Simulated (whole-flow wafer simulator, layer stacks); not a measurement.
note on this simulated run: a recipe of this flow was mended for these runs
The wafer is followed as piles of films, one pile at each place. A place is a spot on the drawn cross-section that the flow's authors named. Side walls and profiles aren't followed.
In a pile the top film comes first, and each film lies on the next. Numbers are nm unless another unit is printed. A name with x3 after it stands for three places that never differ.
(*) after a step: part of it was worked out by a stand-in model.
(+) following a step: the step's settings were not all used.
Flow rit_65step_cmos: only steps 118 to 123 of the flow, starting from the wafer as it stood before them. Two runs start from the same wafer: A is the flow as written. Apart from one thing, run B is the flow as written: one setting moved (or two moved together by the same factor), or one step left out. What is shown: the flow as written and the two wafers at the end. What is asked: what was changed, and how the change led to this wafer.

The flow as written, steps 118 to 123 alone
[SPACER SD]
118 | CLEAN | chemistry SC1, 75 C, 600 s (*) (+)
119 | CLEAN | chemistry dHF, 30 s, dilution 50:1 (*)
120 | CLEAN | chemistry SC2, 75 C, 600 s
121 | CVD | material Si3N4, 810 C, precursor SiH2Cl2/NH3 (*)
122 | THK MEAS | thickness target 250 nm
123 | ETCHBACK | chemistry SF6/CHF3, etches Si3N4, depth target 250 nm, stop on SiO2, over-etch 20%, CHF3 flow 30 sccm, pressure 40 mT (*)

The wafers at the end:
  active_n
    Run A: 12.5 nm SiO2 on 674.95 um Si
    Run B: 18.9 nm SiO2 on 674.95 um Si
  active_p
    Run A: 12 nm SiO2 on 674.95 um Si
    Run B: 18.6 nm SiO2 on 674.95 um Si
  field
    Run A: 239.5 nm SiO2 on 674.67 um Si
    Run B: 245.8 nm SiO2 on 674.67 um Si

The reason: step 119, CLEAN: 12 s was run, though the flow has 30 s.

The path from the change to this, step by step:
  119 | CLEAN | chemistry dHF, 30 s, dilution 50:1 (*)
      field, active_n, gate_n, spacer, sd_n x3: A -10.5 SiO2 | B -4.19 SiO2
      field_p, active_p, gate_p, spacer_p, sd_p: A -11.1 SiO2 | B -4.44 SiO2
      (as well as at 2 more places)
